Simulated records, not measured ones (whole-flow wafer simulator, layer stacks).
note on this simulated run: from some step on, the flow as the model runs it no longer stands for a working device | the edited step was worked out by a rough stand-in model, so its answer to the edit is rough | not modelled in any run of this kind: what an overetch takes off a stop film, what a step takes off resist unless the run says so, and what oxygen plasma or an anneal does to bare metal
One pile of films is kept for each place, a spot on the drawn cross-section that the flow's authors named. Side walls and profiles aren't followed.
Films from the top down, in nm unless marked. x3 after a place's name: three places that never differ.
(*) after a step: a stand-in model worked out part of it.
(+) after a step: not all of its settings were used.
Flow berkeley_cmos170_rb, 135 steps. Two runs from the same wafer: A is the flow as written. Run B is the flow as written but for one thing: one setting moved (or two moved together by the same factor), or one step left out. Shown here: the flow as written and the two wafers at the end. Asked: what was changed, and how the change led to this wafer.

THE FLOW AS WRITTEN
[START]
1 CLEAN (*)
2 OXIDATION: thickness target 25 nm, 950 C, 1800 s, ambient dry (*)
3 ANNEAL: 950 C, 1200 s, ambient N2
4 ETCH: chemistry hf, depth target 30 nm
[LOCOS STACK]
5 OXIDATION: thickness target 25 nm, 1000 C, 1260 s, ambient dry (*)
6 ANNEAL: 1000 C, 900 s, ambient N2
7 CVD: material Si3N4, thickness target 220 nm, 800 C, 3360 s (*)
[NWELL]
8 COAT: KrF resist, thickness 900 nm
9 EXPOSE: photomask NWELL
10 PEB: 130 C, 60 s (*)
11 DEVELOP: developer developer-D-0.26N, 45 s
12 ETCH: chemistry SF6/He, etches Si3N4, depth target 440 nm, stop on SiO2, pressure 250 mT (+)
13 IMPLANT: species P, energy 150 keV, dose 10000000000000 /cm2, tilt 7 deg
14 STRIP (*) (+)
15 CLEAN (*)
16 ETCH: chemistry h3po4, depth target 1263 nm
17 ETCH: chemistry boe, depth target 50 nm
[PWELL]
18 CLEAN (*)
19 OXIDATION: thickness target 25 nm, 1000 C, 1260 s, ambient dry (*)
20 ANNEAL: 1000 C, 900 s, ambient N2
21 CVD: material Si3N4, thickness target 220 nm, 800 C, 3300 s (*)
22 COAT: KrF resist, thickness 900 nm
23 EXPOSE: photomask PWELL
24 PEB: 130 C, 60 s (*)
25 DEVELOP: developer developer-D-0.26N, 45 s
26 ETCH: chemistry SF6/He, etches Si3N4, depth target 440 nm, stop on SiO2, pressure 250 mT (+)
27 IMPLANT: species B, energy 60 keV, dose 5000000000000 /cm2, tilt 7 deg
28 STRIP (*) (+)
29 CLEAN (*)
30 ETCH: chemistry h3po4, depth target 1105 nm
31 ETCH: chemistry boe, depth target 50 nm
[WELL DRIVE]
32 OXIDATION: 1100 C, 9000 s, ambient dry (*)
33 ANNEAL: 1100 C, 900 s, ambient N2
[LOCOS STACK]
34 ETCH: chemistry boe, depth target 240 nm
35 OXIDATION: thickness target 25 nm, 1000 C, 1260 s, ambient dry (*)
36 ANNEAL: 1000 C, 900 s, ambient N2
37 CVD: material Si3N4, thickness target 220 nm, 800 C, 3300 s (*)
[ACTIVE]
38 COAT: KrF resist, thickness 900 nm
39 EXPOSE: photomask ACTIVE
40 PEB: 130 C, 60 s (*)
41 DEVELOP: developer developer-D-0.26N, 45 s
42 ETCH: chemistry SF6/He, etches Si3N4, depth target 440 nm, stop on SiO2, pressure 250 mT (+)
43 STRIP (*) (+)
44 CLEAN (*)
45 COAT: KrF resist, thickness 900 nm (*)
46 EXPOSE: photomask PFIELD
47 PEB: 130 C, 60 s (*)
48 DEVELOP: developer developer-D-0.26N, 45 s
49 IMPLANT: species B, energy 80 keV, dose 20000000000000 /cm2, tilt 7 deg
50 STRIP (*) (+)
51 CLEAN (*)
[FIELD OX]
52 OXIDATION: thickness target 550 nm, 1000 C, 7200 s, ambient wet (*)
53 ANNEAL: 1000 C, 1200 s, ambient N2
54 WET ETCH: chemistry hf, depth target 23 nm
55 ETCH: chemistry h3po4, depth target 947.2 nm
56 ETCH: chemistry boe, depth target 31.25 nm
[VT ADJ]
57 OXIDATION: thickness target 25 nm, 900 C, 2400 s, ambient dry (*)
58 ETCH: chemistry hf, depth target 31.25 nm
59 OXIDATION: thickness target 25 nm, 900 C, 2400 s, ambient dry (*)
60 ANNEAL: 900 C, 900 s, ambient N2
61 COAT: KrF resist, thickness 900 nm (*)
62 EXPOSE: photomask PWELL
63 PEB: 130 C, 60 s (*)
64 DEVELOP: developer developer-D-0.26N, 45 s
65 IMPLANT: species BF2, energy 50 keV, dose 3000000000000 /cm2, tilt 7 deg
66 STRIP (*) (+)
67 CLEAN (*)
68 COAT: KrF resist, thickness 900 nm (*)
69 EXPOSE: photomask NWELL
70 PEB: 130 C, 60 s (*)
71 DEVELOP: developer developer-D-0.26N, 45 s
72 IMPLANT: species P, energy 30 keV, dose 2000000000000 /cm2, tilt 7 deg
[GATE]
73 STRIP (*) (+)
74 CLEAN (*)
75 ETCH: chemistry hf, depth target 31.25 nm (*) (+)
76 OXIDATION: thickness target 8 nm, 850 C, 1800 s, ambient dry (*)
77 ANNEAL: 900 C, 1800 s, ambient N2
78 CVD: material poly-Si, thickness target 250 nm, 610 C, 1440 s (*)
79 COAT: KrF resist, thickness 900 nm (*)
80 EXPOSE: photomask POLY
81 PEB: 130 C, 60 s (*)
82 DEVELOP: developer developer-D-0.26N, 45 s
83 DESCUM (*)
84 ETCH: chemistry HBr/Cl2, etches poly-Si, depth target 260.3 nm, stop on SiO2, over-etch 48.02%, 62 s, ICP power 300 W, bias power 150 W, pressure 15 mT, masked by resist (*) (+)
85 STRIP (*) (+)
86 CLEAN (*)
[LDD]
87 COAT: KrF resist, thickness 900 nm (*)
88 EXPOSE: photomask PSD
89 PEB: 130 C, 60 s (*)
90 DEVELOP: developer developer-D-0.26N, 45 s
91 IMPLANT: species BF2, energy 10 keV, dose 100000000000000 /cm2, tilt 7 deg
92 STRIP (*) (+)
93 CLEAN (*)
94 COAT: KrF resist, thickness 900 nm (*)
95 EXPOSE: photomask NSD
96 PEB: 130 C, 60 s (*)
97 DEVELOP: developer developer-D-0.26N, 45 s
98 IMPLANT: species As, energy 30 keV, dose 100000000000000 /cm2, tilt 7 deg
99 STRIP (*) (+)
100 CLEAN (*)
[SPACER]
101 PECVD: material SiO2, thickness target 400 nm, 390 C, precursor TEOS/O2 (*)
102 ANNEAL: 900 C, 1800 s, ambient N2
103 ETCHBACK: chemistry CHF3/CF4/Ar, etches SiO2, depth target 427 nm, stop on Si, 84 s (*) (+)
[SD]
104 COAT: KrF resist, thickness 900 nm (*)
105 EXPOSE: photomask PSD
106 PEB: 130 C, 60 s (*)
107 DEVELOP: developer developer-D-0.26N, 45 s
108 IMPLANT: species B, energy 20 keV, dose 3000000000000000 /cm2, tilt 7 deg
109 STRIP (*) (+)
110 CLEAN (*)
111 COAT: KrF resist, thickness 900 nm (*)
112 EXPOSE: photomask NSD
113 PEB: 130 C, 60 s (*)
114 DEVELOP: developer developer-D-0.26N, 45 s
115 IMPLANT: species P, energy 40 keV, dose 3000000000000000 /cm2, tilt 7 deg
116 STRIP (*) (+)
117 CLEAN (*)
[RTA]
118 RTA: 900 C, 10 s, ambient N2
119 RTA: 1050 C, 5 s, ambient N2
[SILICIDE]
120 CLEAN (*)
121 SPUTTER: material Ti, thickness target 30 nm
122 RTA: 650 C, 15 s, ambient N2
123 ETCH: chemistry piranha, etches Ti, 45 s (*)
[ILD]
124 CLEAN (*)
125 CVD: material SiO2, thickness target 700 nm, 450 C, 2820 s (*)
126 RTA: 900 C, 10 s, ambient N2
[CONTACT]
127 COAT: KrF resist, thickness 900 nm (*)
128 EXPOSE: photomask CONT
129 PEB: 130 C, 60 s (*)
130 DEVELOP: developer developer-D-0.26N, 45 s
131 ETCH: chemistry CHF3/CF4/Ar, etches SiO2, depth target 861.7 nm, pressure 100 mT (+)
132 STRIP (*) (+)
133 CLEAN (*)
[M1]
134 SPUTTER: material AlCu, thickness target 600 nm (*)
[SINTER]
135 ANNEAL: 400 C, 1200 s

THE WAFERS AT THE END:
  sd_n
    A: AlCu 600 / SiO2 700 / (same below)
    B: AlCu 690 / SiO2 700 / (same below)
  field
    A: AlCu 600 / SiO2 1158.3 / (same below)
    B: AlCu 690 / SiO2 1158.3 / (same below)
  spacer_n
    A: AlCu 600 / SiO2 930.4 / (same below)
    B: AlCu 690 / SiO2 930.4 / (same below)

The cause: step 134, SPUTTER: thickness target 690 nm was run, where the flow has thickness target 600 nm.
It can be read off the wafer: sd_n has AlCu 690, and step 134 as written asks for 600 nm.

How the change led to this, step by step:
  134 SPUTTER: material AlCu, thickness target 600 nm (*)
      field, sd_n, spacer_n, gate, spacer_p, gate_p, m1: A AlCu +600 (new film) | B AlCu +690 (new film)
      sd_p: A AlCu +545.9 (new film) | B AlCu +632.3 (new film)
      (and at 1 more place)
